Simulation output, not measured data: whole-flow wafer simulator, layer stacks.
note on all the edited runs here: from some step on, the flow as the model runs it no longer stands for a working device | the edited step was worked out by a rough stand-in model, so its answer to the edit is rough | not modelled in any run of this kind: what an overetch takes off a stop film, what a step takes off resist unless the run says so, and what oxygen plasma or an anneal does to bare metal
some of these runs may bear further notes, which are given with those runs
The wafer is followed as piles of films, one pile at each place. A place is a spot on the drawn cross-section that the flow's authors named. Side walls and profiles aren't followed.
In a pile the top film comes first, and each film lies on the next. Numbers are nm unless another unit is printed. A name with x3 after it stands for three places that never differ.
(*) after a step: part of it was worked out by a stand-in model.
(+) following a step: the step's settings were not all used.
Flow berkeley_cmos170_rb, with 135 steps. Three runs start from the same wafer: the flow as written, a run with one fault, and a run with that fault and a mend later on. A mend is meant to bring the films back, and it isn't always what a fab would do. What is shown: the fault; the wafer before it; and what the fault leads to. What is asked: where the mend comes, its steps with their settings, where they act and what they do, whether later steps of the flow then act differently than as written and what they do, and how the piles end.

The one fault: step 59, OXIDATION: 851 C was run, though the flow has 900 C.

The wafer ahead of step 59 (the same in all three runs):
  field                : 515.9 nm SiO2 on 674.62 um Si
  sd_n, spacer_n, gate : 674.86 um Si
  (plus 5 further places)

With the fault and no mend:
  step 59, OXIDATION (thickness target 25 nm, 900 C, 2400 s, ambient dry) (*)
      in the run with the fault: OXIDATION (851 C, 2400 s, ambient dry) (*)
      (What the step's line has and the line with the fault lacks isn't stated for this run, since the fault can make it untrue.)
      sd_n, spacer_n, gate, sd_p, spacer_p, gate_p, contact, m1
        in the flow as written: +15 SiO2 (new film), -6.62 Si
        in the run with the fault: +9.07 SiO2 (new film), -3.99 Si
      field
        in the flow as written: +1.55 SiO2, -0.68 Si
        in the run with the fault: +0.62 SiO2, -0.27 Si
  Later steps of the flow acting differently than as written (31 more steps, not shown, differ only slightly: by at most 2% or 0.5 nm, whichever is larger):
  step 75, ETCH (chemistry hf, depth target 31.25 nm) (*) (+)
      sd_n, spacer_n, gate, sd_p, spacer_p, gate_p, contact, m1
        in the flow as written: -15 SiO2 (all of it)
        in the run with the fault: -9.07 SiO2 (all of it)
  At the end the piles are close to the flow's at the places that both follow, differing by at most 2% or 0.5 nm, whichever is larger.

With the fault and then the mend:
  The mend follows step 64.
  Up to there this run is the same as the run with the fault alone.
  step 64a, STRIP (*) (+)
      sd_p
        -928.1 KrF resist (all of it)
      spacer_p
        -911.2 KrF resist (all of it)
      gate_p
        -910.4 KrF resist (all of it)
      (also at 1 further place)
  step 64b, CLEAN (*) (the flow's step 51 again)
      does not change any film at any place that is followed
  step 64c, OXIDATION (900 C, 1311 s, ambient dry) (*) (the flow's step 59 again, with other settings)
      sd_n, spacer_n, gate, sd_p, spacer_p, gate_p, contact, m1
        +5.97 SiO2, -2.63 Si
      field
        +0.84 SiO2, -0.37 Si
  step 64d, COAT (KrF resist, thickness 900 nm) (*) (the flow's step 61 again)
      field
        +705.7 KrF resist (new film)
      sd_n
        +957.4 KrF resist (new film)
      spacer_n
        +924.9 KrF resist (new film)
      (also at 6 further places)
  step 64e, EXPOSE (photomask PWELL) (the flow's step 62 again)
      does not change any film at any place that is followed
  step 64f, PEB (130 C, 60 s) (*) (the flow's step 63 again)
      does not change any film at any place that is followed
  step 64g, DEVELOP (developer developer-D-0.26N, 45 s) (the flow's step 64 again)
      sd_p, spacer_p, gate_p, m1
        -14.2 KrF resist
      field
        -705.7 KrF resist (all of it)
      sd_n
        -957.4 KrF resist (all of it)
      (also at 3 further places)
  Later steps of the flow that are run all act as written at every place that is followed, up to a difference of at most 2% or 0.5 nm, whichever is larger.
  At the end the piles are close to the flow's at the places that both follow, differing by at most 2% or 0.5 nm, whichever is larger.
